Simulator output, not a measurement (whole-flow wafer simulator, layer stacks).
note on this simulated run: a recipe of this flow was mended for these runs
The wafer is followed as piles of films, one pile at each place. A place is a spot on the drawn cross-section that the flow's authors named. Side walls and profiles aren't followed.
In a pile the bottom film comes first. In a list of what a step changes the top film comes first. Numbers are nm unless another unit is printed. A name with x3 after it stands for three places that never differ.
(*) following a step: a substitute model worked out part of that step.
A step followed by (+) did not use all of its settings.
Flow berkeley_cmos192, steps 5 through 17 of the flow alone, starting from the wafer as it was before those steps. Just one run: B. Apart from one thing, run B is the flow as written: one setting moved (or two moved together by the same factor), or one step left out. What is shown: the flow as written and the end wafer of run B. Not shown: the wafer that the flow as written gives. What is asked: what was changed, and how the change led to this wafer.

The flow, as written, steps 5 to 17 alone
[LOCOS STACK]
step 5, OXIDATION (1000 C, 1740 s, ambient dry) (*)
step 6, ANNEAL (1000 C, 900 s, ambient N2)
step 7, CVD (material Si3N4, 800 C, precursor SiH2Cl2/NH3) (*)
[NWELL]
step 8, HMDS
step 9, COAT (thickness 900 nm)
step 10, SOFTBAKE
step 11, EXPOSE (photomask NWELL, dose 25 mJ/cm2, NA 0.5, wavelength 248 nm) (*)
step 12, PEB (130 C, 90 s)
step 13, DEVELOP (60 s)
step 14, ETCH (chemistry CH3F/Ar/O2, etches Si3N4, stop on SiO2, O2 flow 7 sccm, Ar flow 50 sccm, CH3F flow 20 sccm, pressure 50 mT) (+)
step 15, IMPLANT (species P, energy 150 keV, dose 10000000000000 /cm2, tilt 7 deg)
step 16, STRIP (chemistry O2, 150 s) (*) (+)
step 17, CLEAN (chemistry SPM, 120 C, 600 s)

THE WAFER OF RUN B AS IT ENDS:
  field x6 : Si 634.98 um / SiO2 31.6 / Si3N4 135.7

What caused this: step 7, CVD: 768 C was run, while the flow as written has 800 C.

Step by step, how the change led to this:
  step 7, CVD (material Si3N4, 800 C, precursor SiH2Cl2/NH3) (*)
      field x6, sd_p x3: +135.7 Si3N4 (new film) (in the flow as written it would be: +220 Si3N4 (new film))
  step 14, ETCH (chemistry CH3F/Ar/O2, etches Si3N4, stop on SiO2, O2 flow 7 sccm, Ar flow 50 sccm, CH3F flow 20 sccm, pressure 50 mT) (+)
      field x6: -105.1 KrF-resist (in the flow as written it would be: -161.3 KrF-resist)
      sd_p x3: -135.7 Si3N4 (all of it), -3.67 SiO2 (in the flow as written it would be: -220 Si3N4 (all of it), -3.67 SiO2)
  step 16, STRIP (chemistry O2, 150 s) (*) (+)
      field x6: -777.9 KrF-resist (all of it) (in the flow as written it would be: -721.7 KrF-resist (all of it))
